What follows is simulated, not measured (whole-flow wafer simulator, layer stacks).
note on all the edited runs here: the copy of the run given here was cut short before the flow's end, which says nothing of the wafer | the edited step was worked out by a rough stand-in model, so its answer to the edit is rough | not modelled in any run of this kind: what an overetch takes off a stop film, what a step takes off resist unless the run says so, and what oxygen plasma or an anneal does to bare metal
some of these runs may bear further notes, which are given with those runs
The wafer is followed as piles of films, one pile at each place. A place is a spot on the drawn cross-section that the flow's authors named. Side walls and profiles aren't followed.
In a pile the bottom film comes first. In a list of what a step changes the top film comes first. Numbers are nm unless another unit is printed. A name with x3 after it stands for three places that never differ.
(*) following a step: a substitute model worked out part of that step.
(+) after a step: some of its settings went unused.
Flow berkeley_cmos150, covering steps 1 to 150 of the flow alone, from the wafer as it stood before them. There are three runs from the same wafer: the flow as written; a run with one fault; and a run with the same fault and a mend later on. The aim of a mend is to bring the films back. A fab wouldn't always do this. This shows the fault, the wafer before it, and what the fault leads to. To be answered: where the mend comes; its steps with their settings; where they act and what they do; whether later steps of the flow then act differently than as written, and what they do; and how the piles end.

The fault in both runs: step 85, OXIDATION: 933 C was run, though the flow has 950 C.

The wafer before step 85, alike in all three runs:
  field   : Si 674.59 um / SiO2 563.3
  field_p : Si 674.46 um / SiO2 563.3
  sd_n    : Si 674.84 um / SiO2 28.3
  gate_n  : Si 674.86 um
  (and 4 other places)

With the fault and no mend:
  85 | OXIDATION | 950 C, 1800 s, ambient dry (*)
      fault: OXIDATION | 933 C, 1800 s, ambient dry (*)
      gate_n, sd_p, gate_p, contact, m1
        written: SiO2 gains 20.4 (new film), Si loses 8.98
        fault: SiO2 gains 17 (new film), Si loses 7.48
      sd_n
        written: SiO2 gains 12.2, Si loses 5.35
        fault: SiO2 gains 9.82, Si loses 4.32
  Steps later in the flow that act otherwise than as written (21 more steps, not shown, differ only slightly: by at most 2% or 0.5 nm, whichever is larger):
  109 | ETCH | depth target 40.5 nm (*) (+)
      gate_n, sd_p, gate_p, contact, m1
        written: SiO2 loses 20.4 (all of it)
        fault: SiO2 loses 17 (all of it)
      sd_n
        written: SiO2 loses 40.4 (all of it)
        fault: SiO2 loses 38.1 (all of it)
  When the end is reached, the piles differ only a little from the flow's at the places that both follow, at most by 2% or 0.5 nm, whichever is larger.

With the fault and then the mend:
  The mend stands after step 87.
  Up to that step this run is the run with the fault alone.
  87a | OXIDATION | 950 C, 371 s, ambient dry (*) (the flow's step 85, run once more with other settings)
      gate_n, sd_p, gate_p, contact, m1
        SiO2 gains 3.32, Si loses 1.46
      field, field_p
        SiO2 gains 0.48, Si loses 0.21
      sd_n
        SiO2 gains 2.31, Si loses 1.02
  None of the later steps of the flow differs from how it acts as written, at any place that is followed, by more than 2% or 0.5 nm, whichever is larger.
  When the end is reached, the piles differ only a little from the flow's at the places that both follow, at most by 2% or 0.5 nm, whichever is larger.
